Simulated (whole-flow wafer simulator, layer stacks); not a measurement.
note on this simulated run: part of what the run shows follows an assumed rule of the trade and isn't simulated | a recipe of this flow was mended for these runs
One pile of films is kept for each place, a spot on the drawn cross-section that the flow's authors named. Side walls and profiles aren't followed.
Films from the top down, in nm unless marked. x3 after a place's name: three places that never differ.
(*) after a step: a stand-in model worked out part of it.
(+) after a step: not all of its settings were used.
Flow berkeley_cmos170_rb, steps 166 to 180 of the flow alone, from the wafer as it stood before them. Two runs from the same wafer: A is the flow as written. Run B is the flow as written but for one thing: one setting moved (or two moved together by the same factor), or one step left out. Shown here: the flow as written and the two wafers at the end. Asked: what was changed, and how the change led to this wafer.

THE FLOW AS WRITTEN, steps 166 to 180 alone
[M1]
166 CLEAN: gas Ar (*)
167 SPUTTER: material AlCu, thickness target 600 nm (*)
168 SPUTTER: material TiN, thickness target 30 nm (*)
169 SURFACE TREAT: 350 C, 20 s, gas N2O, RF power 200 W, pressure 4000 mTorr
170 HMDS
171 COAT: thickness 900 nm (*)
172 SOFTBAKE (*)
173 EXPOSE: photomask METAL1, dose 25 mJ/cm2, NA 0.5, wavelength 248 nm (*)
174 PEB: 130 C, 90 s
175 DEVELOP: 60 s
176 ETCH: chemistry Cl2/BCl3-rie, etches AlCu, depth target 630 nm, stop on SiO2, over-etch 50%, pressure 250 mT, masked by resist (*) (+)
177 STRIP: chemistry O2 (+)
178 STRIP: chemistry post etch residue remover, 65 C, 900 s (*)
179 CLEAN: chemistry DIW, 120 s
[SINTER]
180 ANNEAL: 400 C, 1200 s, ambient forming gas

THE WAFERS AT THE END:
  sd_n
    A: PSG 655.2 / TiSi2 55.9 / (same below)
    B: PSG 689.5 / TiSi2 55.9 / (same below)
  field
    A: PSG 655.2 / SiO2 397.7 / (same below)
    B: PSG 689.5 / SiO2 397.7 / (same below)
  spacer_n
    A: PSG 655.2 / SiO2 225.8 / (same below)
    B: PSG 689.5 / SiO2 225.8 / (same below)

The cause: step 176, ETCH: depth target 447 nm was run, where the flow has depth target 630 nm.

How the change led to this, step by step:
  176 ETCH: chemistry Cl2/BCl3-rie, etches AlCu, depth target 630 nm, stop on SiO2, over-etch 50%, pressure 250 mT, masked by resist (*) (+)
      field, sd_n, spacer_n, gate, spacer_p, gate_p: A TiN -30 (all of it), AlCu -600 (all of it), PSG -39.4 | B TiN -30 (all of it), AlCu -600 (all of it), PSG -5.06
      contact, m1: A KrF-resist -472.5 | B KrF-resist -356.8
      (and at 1 more place)
  177 STRIP: chemistry O2 (+)
      contact: A KrF-resist -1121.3 (all of it) | B KrF-resist -1237 (all of it)
      m1: A KrF-resist -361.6 (all of it) | B KrF-resist -477.3 (all of it)
